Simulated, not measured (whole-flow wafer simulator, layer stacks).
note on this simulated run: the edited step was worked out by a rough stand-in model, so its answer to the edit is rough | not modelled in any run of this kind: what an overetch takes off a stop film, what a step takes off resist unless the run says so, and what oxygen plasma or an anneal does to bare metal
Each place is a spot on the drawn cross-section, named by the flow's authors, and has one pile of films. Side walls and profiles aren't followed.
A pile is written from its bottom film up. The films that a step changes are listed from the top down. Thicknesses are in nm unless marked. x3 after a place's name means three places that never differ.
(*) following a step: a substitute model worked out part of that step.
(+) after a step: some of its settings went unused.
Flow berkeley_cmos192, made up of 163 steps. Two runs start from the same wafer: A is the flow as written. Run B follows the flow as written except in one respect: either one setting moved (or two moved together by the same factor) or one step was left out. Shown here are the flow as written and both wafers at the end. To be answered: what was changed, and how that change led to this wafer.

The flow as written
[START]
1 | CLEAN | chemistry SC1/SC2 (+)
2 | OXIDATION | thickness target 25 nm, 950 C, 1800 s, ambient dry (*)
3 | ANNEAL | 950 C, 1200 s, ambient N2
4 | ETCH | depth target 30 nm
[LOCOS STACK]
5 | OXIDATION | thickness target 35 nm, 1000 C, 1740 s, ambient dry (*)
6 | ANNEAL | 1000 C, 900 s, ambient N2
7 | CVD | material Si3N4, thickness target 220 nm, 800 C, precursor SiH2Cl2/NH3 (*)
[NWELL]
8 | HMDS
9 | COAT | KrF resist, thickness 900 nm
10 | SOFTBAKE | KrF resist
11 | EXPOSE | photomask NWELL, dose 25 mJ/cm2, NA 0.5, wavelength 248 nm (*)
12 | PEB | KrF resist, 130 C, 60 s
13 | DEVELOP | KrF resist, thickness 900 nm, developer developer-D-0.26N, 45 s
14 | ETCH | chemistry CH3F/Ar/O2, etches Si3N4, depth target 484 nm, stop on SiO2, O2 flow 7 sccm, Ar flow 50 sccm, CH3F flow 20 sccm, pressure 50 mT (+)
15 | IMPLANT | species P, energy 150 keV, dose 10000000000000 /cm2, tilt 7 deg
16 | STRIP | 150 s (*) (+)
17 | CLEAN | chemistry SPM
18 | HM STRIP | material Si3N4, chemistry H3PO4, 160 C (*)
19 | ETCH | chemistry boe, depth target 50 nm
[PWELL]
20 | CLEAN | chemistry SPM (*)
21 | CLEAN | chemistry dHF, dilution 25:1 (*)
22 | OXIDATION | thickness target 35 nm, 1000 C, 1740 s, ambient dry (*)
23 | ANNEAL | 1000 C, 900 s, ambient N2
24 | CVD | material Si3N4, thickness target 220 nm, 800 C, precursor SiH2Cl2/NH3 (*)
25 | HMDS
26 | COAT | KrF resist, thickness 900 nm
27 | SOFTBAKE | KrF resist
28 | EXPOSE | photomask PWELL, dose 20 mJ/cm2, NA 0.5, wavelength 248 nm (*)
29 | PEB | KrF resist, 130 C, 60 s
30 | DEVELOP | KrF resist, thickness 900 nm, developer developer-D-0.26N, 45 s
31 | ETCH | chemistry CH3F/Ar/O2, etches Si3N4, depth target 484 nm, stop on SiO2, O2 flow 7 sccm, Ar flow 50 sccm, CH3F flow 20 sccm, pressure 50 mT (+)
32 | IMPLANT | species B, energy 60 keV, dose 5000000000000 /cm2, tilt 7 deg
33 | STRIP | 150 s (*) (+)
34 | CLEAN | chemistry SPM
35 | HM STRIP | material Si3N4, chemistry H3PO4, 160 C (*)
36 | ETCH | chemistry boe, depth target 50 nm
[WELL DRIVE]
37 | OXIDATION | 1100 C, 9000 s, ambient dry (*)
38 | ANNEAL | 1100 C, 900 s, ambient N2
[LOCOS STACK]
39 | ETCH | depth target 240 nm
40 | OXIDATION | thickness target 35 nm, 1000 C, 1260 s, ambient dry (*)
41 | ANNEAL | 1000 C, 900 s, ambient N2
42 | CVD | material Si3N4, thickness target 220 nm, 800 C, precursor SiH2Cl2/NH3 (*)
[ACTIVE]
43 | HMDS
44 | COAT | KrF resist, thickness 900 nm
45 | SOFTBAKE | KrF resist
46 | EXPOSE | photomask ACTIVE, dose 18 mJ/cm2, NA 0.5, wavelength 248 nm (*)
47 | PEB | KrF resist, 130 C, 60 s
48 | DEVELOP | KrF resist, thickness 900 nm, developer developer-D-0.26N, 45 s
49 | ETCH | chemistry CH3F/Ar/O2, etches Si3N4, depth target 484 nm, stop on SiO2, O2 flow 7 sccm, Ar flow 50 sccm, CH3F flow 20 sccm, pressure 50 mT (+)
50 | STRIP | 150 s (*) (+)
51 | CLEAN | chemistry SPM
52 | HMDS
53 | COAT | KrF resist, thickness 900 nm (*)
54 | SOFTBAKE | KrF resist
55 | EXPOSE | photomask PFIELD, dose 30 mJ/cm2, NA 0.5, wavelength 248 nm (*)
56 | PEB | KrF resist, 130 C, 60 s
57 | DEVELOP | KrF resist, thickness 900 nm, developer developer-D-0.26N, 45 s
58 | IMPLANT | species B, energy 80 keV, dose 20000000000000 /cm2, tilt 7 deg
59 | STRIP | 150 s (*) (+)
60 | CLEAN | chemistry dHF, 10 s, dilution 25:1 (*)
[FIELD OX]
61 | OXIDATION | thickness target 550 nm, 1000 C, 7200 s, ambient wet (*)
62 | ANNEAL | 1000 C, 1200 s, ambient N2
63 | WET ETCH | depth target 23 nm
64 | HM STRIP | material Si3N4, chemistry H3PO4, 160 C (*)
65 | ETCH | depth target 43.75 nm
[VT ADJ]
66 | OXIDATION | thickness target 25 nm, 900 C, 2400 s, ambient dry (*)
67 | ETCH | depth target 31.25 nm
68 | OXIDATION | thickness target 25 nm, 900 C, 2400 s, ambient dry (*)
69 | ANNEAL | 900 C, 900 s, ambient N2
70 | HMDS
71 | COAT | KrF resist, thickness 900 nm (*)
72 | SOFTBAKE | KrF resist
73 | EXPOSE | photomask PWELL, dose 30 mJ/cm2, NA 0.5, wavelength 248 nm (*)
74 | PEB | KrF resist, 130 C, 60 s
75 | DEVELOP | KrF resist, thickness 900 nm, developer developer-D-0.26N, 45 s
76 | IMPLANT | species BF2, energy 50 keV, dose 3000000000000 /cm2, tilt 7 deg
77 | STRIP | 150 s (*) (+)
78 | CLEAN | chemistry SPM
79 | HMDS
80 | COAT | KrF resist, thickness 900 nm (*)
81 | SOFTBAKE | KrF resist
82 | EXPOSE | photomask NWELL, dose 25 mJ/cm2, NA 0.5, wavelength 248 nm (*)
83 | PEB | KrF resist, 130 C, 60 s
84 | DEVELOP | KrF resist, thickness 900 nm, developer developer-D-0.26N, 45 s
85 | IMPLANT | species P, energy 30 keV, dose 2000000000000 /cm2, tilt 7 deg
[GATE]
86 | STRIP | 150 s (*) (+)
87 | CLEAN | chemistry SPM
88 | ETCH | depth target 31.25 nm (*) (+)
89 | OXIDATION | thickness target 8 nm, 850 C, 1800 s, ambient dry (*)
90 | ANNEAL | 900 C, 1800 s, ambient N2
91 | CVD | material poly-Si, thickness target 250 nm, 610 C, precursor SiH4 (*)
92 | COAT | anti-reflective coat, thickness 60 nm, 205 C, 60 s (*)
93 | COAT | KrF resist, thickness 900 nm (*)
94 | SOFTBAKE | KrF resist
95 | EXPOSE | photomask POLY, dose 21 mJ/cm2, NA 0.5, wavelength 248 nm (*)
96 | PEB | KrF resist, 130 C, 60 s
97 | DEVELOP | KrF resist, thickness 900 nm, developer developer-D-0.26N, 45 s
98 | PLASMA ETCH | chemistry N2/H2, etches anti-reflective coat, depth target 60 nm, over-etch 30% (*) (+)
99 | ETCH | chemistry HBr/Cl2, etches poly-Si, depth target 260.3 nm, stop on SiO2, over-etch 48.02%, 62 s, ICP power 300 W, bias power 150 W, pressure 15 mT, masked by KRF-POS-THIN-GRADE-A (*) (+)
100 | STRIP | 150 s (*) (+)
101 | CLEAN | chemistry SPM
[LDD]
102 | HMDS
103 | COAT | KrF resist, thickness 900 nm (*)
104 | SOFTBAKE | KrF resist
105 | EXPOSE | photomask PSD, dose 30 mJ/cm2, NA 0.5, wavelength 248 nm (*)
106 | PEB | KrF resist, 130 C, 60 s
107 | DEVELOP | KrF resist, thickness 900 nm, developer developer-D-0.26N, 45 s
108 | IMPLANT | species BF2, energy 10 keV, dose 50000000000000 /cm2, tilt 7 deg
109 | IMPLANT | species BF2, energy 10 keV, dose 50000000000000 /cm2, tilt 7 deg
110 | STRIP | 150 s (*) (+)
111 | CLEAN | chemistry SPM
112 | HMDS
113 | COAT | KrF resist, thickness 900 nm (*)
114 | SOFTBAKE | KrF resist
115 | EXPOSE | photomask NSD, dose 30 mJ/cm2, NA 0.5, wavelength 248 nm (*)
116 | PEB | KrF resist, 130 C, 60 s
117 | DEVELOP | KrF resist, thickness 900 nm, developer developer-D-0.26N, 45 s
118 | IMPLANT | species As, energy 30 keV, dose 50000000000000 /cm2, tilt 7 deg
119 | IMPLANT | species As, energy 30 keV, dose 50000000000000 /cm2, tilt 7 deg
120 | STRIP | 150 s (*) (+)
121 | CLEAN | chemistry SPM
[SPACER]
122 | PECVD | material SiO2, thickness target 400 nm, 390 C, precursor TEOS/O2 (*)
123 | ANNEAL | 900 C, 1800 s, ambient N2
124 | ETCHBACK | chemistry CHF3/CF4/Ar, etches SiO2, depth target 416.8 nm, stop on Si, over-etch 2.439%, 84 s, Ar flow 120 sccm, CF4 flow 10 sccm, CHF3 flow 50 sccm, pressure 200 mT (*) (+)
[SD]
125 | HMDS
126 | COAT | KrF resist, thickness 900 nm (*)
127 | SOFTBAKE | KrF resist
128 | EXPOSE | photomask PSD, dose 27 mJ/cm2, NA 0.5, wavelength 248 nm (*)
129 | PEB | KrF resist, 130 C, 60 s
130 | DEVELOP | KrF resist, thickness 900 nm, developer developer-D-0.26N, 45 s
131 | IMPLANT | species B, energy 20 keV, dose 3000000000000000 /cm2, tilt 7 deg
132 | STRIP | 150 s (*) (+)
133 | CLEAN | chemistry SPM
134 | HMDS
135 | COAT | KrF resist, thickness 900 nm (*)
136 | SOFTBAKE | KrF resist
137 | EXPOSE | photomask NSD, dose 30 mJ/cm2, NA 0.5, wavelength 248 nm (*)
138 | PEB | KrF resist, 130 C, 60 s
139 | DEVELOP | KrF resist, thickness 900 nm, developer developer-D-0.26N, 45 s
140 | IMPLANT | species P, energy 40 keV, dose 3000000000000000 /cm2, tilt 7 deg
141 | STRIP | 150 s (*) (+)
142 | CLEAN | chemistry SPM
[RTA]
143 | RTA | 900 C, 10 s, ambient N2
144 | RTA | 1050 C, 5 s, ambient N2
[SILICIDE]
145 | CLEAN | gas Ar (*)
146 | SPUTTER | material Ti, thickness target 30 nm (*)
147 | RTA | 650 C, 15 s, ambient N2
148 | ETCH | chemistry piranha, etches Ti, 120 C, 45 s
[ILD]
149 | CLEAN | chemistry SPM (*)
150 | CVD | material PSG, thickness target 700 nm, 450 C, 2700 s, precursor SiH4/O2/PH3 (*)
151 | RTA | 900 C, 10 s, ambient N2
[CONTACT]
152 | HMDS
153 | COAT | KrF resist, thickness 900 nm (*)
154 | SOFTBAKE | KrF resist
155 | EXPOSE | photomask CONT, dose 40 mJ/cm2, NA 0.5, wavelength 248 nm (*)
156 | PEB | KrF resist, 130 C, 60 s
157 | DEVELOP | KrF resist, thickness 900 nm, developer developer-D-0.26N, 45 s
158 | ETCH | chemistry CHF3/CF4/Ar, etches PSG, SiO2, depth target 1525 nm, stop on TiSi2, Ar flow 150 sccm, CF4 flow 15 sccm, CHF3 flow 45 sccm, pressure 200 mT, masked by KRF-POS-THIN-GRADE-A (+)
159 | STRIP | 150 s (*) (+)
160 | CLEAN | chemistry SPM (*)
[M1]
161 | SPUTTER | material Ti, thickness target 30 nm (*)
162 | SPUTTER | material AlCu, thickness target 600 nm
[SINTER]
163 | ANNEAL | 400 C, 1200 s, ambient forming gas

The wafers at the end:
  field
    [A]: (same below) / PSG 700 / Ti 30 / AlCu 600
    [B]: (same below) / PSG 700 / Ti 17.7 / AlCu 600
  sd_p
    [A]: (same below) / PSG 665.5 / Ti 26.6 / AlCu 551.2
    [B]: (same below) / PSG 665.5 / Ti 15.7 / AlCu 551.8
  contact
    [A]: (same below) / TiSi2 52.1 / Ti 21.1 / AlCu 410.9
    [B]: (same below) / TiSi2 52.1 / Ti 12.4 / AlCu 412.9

The reason: step 161, SPUTTER: thickness target 17.7 nm was run, whereas the flow has thickness target 30 nm.
One can read it off the wafer: field has Ti 17.7, and step 161 as written asks for 30 nm.

Step by step, how the change led to this:
  161 | SPUTTER | material Ti, thickness target 30 nm (*)
      field, sd_n, spacer_n, gate, spacer_p, gate_p, m1: A +30 Ti (new film) | B +17.7 Ti (new film)
      sd_p: A +26.6 Ti (new film) | B +15.7 Ti (new film)
      (and at 1 other place as well)
